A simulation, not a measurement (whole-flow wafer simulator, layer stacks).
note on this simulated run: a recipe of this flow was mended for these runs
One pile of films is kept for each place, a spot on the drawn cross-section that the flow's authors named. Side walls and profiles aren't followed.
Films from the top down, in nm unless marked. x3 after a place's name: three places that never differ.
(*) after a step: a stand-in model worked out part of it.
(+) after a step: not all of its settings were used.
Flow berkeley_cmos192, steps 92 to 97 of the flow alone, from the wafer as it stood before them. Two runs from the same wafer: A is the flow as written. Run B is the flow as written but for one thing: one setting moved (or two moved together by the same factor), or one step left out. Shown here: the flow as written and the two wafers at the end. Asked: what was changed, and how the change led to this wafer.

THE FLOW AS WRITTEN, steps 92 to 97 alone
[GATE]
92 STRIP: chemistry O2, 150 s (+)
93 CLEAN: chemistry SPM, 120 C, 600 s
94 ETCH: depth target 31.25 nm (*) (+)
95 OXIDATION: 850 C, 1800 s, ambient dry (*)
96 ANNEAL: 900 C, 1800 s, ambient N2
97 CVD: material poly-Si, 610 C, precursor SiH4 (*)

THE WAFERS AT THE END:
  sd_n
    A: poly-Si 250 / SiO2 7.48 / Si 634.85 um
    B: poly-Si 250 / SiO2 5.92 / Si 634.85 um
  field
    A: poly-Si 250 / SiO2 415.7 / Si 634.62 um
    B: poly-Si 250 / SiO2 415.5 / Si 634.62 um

The cause: step 95, OXIDATION: 827 C was run, where the flow has 850 C.

How the change led to this, step by step:
  95 OXIDATION: 850 C, 1800 s, ambient dry (*)
      sd_n, spacer_n, gate, sd_p, spacer_p x2, contact, m1: A SiO2 +7.48 (new film), Si -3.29 | B SiO2 +5.92 (new film), Si -2.6
